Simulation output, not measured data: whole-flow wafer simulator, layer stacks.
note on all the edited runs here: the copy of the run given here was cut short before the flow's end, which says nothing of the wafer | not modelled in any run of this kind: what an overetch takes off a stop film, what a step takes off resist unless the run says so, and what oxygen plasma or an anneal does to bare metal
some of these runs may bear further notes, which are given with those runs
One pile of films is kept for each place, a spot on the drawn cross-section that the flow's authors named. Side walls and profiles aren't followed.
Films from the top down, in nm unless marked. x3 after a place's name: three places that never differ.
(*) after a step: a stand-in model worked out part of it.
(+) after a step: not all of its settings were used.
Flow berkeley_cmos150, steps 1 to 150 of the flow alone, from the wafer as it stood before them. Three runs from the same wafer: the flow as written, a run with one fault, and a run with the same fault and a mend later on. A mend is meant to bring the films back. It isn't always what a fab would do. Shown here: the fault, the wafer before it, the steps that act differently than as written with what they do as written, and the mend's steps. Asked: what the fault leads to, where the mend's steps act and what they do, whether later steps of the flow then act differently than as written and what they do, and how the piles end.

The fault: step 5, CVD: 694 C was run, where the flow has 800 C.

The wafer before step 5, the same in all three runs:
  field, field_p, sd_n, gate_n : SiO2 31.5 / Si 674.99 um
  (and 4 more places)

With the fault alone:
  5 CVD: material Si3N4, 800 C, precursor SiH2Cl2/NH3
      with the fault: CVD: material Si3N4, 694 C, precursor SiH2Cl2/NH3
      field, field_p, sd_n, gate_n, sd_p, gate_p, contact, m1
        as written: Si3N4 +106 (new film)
        with the fault: Si3N4 +18.8 (new film)
  Later steps of the flow that act differently than as written (34 more steps differ only slightly, by at most 2% or 0.5 nm, whichever is larger, and aren't shown):
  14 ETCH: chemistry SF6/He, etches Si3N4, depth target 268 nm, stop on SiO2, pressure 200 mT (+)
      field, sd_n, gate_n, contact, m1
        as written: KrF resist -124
        with the fault: KrF resist -29.1
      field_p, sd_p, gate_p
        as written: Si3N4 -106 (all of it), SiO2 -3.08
        with the fault: Si3N4 -18.8 (all of it), SiO2 -3.08
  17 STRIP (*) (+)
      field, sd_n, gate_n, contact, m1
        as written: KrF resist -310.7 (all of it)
        with the fault: KrF resist -405.6 (all of it)
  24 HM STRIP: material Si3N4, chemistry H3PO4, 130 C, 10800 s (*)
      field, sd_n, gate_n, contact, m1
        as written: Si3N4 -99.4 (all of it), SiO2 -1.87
        with the fault: Si3N4 -12.1 (all of it), SiO2 -2.61
  At the end the piles differ from the flow's only slightly at the places that both follow, by at most 2% or 0.5 nm, whichever is larger.

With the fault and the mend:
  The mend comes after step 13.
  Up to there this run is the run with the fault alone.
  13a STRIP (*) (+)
      field, sd_n, gate_n, contact, m1
        KrF resist -434.7 (all of it)
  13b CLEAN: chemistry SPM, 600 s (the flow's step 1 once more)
      changes no film at any place that is followed
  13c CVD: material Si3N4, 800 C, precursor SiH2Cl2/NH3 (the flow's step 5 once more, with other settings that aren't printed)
      field, field_p, sd_n, gate_n, sd_p, gate_p, contact, m1
        Si3N4 +87.3
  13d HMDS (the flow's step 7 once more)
      changes no film at any place that is followed
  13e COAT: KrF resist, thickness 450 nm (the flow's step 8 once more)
      field, field_p, sd_n, gate_n, sd_p, gate_p, contact, m1
        KrF resist +450 (new film)
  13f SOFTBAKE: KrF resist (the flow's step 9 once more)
      changes no film at any place that is followed
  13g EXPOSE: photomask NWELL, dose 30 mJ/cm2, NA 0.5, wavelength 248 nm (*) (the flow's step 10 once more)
      changes no film at any place that is followed
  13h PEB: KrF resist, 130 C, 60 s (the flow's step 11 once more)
      field, field_p, sd_n, gate_n, sd_p, gate_p, contact, m1
        KrF resist -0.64
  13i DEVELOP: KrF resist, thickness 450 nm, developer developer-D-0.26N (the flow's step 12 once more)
      field, sd_n, gate_n, contact, m1
        KrF resist -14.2
      field_p, sd_p, gate_p
        KrF resist -449.4 (all of it)
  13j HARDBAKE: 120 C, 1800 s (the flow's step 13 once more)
      field, sd_n, gate_n, contact, m1
        KrF resist -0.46
  No later step of the flow acts differently than as written, at any place that is followed, by more than 2% or 0.5 nm, whichever is larger.
  At the end the piles are the same as the flow's at every place that both follow.
